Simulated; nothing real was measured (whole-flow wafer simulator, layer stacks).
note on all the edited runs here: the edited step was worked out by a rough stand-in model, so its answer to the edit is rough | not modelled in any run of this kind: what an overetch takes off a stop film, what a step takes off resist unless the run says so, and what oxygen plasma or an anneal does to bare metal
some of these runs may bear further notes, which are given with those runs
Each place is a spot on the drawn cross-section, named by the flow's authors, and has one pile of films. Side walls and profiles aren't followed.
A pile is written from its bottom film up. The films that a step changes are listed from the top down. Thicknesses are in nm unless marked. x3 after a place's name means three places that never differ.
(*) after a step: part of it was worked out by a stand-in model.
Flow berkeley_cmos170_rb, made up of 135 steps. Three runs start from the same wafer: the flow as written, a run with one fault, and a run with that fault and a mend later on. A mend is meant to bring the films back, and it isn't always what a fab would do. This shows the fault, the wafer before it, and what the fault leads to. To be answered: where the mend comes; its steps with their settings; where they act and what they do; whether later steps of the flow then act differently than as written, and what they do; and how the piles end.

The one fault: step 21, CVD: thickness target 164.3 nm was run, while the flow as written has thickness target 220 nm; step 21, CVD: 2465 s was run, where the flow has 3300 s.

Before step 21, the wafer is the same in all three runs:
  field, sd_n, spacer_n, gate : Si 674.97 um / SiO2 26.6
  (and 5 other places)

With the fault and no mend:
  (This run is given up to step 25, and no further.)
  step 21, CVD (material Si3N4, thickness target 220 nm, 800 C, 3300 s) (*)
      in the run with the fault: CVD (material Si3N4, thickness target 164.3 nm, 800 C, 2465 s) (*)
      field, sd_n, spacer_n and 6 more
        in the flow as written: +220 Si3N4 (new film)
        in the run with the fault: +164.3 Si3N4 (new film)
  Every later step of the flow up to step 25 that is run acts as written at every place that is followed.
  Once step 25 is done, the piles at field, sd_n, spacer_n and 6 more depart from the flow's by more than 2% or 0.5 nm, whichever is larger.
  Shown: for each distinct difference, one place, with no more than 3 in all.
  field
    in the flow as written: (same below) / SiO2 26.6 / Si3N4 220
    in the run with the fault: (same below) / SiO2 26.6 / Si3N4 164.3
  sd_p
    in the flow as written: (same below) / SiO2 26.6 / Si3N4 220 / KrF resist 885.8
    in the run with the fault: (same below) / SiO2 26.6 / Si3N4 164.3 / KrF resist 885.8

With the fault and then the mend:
  The mend follows step 21.
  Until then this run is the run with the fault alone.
  step 21a, ETCH (chemistry h3po4, depth target 189.4 nm) (the flow's step 16 again, with other settings)
      field, sd_n, spacer_n and 6 more
        -164.3 Si3N4 (all of it)
  step 21b, CLEAN (*) (the flow's step 18 again)
      does not change any film at any place that is followed
  step 21c, CVD (material Si3N4, thickness target 220 nm, 800 C, 3300 s) (*) (the flow's step 21 again)
      field, sd_n, spacer_n and 6 more
        +220 Si3N4 (new film)
  Every later step of the flow that is run acts as written at every place that is followed.
  The piles end the same as the flow's at every place that both follow.
